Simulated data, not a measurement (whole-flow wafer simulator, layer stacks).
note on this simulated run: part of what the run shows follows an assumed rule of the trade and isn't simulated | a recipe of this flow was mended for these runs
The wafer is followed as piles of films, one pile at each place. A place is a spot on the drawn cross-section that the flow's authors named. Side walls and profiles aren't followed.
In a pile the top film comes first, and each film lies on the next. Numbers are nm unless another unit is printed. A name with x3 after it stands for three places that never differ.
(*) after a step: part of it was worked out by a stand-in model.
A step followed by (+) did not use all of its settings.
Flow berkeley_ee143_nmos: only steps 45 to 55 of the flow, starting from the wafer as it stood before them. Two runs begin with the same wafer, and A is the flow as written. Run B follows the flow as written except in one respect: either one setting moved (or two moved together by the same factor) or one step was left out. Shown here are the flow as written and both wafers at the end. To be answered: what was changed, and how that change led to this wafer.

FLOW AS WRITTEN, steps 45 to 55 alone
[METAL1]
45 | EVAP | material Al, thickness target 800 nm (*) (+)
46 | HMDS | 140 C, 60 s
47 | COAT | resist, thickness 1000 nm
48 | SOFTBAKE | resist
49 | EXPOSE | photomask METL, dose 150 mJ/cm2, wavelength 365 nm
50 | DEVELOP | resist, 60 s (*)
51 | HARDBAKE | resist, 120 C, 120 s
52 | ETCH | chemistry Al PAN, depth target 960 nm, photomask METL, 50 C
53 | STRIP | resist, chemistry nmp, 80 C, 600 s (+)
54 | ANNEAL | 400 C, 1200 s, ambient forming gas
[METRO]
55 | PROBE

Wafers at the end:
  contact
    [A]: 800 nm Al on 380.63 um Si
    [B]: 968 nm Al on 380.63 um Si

The reason: step 45, EVAP: thickness target 968 nm was run, though the flow has thickness target 800 nm.
The wafer itself shows it: contact has Al 968, and step 45 as written asks for 800 nm.

Step by step, how the change led to this:
  45 | EVAP | material Al, thickness target 800 nm (*) (+)
      gate, sd, contact, field: A Al gains 800 (new film) | B Al gains 968 (new film)
  52 | ETCH | chemistry Al PAN, depth target 960 nm, photomask METL, 50 C
      gate, sd, field: A Al loses 786.7 (all of it) | B Al loses 954.7 (all of it)
